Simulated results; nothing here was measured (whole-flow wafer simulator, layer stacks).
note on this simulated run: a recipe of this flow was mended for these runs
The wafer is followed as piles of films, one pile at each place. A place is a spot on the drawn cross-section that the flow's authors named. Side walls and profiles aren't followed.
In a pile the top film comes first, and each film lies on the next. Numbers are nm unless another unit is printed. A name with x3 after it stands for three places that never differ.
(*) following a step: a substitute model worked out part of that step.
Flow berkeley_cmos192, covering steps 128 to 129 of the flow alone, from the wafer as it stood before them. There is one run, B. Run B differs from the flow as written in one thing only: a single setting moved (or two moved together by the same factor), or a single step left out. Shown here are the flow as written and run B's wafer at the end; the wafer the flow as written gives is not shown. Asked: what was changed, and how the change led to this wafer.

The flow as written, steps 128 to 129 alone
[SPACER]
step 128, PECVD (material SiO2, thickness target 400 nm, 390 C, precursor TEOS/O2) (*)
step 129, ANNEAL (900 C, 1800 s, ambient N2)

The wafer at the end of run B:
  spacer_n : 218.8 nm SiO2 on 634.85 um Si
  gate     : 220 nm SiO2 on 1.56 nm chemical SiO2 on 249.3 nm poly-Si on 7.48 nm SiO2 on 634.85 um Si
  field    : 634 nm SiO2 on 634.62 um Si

The reason: step 128, PECVD: thickness target 220 nm was run, whereas the flow has thickness target 400 nm.
The wafer itself shows it: gate has SiO2 220, and step 128 as written asks for 400 nm.

The path from the change to this, step by step:
  step 128, PECVD (material SiO2, thickness target 400 nm, 390 C, precursor TEOS/O2) (*)
      field, sd_n, contact, m1: +220 SiO2 (it would be, as written: +400 SiO2)
      spacer_n, sd_p, spacer_p: +213 SiO2 (it would be, as written: +386.5 SiO2)
      (and at 2 other places as well)
